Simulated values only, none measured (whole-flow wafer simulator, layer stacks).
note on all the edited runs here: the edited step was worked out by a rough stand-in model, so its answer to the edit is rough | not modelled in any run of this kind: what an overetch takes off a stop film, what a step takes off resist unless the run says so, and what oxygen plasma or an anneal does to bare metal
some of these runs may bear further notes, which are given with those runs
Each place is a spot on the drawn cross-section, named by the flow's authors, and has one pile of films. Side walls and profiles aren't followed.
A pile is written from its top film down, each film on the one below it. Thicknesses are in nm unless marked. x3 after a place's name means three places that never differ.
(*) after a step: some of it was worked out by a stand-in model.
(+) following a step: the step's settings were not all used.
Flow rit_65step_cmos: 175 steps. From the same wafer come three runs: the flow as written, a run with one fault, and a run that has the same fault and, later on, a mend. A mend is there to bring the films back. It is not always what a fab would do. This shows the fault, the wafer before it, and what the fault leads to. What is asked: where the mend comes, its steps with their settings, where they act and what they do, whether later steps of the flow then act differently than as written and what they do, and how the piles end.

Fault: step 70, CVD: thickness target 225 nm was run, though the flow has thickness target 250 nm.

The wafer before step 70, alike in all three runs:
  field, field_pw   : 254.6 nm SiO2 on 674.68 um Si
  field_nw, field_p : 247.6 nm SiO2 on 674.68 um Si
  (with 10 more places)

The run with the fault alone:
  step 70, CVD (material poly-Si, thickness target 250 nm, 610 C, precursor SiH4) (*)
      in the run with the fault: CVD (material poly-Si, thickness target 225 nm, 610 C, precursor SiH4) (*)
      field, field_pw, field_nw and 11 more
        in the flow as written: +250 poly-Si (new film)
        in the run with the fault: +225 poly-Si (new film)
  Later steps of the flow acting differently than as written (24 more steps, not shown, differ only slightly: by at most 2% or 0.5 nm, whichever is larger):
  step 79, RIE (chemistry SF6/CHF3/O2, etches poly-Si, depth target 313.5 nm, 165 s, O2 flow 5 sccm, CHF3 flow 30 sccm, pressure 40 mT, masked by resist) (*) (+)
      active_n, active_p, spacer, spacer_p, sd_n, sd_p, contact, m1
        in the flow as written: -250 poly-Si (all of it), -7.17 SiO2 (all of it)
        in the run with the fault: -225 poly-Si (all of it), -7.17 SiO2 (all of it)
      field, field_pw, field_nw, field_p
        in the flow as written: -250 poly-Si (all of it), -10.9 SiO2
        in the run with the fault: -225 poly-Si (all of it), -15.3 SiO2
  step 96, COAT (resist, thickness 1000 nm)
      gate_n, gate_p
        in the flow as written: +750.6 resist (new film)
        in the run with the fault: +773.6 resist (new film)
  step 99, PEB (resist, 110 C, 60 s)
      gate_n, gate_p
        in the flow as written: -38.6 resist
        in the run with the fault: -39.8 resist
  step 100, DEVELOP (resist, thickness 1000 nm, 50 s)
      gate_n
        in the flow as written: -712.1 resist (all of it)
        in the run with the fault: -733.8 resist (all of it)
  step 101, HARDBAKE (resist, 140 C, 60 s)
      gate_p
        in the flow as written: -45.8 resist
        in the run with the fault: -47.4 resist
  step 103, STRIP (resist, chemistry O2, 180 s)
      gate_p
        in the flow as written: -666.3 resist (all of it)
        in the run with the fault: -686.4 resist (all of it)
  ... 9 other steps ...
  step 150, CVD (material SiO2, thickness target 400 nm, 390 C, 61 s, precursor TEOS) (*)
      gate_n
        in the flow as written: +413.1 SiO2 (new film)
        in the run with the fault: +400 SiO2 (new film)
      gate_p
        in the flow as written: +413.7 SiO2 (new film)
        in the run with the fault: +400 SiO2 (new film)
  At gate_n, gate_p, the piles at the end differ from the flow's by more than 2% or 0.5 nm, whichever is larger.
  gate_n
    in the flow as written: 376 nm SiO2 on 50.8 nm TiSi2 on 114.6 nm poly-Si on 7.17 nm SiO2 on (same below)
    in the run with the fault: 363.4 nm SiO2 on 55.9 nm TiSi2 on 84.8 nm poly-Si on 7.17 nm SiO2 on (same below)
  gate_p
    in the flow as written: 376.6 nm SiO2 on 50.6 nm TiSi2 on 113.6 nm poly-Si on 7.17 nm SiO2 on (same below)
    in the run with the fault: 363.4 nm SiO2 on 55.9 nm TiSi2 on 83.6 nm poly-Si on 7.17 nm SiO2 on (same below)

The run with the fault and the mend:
  The mend follows step 71.
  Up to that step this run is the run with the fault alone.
  step 71a, CVD (material poly-Si, thickness target 25 nm, 610 C, precursor SiH4) (*) (the flow's step 70 again, with other settings)
      field, field_pw, field_nw and 11 more
        +25 poly-Si
  Later steps of the flow that are run all act as written at every place that is followed.
  The piles end the same as the flow's at every place that both follow.
